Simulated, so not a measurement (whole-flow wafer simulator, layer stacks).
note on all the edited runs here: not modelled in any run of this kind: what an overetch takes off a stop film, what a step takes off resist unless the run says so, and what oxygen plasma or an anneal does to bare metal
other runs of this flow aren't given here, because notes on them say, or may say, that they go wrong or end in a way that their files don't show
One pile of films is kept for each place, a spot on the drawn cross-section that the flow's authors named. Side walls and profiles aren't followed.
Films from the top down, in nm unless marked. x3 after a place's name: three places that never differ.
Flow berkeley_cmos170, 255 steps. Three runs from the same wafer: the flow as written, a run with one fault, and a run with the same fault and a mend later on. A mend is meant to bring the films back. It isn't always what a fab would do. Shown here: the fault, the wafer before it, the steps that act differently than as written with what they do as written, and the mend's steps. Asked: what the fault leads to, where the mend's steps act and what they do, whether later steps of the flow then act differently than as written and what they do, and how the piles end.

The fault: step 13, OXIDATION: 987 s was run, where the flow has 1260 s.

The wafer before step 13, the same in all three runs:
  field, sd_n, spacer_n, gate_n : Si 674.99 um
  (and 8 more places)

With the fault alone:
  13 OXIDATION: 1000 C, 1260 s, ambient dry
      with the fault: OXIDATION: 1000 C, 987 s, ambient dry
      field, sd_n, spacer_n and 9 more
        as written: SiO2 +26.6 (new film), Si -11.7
        with the fault: SiO2 +23.3 (new film), Si -10.3
  Later steps of the flow that act differently than as written:
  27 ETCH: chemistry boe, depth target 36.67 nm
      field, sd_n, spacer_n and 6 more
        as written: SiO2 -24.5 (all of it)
        with the fault: SiO2 -21.2 (all of it)
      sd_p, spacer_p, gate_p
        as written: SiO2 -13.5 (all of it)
        with the fault: SiO2 -10.3 (all of it)
  At the end the piles differ from the flow's only slightly at the places that both follow, by at most 2% or 0.5 nm, whichever is larger.

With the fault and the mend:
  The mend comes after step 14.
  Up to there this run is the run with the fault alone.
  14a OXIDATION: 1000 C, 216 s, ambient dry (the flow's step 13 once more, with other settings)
      field, sd_n, spacer_n and 9 more
        SiO2 +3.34, Si -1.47
  No later step of the flow acts differently than as written, at any place that is followed, by more than 2% or 0.5 nm, whichever is larger.
  At the end the piles differ from the flow's only slightly at the places that both follow, by at most 2% or 0.5 nm, whichever is larger.
